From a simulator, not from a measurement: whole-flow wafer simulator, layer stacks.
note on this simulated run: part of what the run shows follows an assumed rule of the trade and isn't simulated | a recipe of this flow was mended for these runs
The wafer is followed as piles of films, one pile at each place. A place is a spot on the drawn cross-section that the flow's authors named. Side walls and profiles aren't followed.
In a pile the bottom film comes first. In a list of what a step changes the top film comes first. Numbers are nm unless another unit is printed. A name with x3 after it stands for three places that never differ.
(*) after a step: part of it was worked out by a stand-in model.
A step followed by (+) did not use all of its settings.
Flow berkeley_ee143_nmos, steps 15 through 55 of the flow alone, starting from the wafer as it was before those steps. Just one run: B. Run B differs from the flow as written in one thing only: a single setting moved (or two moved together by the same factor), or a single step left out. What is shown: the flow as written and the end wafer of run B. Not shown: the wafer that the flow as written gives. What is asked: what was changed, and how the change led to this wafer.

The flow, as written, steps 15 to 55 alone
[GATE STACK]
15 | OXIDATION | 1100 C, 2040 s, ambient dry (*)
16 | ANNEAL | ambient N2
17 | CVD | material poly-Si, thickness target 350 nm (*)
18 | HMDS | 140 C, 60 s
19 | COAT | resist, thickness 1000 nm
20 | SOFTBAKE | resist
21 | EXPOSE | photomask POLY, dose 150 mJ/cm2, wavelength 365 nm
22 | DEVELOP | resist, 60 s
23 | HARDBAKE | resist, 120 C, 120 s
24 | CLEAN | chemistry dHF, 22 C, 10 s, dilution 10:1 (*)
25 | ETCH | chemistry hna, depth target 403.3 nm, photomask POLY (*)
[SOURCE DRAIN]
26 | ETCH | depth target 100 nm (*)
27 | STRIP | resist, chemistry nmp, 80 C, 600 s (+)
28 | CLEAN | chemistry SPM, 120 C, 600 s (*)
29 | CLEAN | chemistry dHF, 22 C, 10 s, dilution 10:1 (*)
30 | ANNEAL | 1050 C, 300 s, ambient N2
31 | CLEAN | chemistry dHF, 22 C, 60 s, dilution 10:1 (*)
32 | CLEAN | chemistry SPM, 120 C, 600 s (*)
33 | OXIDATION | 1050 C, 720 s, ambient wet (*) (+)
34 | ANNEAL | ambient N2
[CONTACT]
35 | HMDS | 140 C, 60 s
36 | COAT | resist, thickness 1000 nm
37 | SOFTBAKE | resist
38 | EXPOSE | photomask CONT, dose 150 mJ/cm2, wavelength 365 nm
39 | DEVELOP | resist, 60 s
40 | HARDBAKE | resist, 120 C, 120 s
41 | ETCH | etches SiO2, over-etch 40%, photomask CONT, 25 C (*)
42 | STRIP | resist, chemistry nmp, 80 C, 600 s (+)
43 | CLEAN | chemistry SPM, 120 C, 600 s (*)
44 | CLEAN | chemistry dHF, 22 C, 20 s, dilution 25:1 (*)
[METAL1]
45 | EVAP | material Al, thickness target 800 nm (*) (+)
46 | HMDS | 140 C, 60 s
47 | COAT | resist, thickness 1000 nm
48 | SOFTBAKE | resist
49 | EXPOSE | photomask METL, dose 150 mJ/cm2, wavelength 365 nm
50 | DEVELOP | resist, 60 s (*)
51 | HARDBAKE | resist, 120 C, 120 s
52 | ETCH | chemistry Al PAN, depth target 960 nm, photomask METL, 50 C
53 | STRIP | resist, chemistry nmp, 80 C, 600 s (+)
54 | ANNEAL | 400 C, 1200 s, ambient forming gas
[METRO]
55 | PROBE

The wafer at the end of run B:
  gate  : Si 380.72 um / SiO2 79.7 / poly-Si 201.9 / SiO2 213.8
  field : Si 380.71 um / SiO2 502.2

The reason: step 17, CVD: thickness target 298 nm was run, though the flow has thickness target 350 nm.

How this came from the change, step by step:
  17 | CVD | material poly-Si, thickness target 350 nm (*)
      gate, sd, contact, field: poly-Si gains 298 (new film) (it would be, as written: poly-Si gains 350 (new film))
  25 | ETCH | chemistry hna, depth target 403.3 nm, photomask POLY (*)
      sd, contact, field: poly-Si loses 298 (all of it), SiO2 loses 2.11 (it would be, as written: poly-Si loses 350 (all of it), SiO2 loses 1.07)
  36 | COAT | resist, thickness 1000 nm
      gate: resist gains 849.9 (new film) (it would be, as written: resist gains 822.5 (new film))
  40 | HARDBAKE | resist, 120 C, 120 s
      gate: resist loses 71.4 (it would be, as written: resist loses 69)
  42 | STRIP | resist, chemistry nmp, 80 C, 600 s (+)
      gate: resist loses 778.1 (all of it) (it would be, as written: resist loses 753.2 (all of it))
  47 | COAT | resist, thickness 1000 nm
      gate: resist gains 861.2 (new film) (it would be, as written: resist gains 834.7 (new film))
  50 | DEVELOP | resist, 60 s (*)
      gate: resist loses 861.2 (all of it), Al loses 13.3 (it would be, as written: resist loses 834.7 (all of it), Al loses 13.3)
